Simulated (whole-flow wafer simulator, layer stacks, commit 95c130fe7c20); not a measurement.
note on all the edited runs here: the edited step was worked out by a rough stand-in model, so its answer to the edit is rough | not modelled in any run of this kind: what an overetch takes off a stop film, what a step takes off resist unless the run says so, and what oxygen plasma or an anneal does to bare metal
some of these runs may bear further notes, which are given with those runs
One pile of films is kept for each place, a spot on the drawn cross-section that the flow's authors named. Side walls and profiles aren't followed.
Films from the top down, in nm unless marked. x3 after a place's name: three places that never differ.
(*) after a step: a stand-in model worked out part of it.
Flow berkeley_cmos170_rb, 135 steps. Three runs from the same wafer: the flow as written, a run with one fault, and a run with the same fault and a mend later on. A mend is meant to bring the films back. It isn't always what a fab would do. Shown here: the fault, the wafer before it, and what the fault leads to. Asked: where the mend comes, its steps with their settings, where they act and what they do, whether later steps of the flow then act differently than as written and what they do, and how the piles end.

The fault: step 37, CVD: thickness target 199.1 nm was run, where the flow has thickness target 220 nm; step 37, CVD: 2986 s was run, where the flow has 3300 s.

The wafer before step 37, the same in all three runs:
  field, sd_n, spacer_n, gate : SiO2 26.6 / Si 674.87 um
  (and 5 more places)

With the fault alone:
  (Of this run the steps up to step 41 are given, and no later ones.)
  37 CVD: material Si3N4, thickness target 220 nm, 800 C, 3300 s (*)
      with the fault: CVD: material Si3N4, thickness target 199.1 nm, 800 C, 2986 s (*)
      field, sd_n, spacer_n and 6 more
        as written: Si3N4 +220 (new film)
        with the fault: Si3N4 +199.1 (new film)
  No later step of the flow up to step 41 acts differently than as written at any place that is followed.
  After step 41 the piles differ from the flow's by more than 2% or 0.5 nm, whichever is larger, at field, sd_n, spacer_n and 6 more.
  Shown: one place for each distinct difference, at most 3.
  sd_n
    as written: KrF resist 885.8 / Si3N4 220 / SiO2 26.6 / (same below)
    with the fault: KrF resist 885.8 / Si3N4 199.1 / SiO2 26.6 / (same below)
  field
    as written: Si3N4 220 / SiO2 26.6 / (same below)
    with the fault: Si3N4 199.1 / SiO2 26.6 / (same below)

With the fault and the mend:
  The mend comes after step 37.
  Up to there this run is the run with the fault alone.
  37a CVD: material Si3N4, thickness target 20.9 nm, 800 C, 314 s (*) (the flow's step 37 once more, with other settings)
      field, sd_n, spacer_n and 6 more
        Si3N4 +20.9
  No later step of the flow acts differently than as written at any place that is followed.
  At the end the piles are the same as the flow's at every place that both follow.
